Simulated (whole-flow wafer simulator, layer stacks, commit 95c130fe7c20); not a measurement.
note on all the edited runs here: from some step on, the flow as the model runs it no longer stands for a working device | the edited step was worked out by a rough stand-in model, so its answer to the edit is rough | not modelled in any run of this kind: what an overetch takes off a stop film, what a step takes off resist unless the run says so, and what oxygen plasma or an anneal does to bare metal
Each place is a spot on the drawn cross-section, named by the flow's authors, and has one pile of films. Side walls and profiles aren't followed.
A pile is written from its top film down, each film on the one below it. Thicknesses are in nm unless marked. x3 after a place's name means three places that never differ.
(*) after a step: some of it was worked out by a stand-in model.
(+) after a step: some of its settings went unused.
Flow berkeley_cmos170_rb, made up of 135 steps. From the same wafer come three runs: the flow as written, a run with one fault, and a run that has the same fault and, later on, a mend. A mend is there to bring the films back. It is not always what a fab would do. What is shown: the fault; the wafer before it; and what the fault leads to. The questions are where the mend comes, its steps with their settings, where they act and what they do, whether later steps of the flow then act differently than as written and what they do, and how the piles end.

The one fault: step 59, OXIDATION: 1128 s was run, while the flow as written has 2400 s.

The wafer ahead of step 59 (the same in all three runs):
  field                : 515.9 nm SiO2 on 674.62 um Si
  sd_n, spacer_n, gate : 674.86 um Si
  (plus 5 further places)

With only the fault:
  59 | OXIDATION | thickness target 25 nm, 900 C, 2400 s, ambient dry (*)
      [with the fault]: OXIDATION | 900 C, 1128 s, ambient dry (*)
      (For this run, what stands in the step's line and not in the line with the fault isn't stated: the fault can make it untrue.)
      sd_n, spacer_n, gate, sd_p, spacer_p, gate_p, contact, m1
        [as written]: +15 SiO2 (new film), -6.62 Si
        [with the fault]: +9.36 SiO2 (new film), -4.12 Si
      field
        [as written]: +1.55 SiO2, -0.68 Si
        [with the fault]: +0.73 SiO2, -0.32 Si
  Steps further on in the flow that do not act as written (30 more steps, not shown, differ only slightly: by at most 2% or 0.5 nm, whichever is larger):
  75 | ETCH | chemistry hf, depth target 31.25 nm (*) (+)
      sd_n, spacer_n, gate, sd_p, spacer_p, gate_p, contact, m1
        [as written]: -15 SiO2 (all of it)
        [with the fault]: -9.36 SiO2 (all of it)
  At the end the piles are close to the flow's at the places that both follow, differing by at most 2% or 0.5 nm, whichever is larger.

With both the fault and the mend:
  The mend follows step 64.
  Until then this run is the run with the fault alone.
  64a | STRIP (*) (+)
      sd_p
        -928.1 KrF resist (all of it)
      spacer_p
        -911.2 KrF resist (all of it)
      gate_p
        -910.4 KrF resist (all of it)
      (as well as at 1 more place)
  64b | CLEAN (*) (the flow's step 51 again)
      alters no film at any place that is followed
  64c | OXIDATION | 900 C, 1239 s, ambient dry (*) (the flow's step 59 again, with other settings)
      sd_n, spacer_n, gate, sd_p, spacer_p, gate_p, contact, m1
        +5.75 SiO2, -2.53 Si
      field
        +0.8 SiO2, -0.35 Si
  64d | COAT | KrF resist, thickness 900 nm (*) (the flow's step 61 again)
      field
        +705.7 KrF resist (new film)
      sd_n
        +957.4 KrF resist (new film)
      spacer_n
        +924.9 KrF resist (new film)
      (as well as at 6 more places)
  64e | EXPOSE | photomask PWELL (the flow's step 62 again)
      alters no film at any place that is followed
  64f | PEB | 130 C, 60 s (*) (the flow's step 63 again)
      alters no film at any place that is followed
  64g | DEVELOP | developer developer-D-0.26N, 45 s (the flow's step 64 again)
      sd_p, spacer_p, gate_p, m1
        -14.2 KrF resist
      field
        -705.7 KrF resist (all of it)
      sd_n
        -957.4 KrF resist (all of it)
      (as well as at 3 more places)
  None of the later steps of the flow differs from how it acts as written, at any place that is followed, by more than 2% or 0.5 nm, whichever is larger.
  At the end the piles are close to the flow's at the places that both follow, differing by at most 2% or 0.5 nm, whichever is larger.
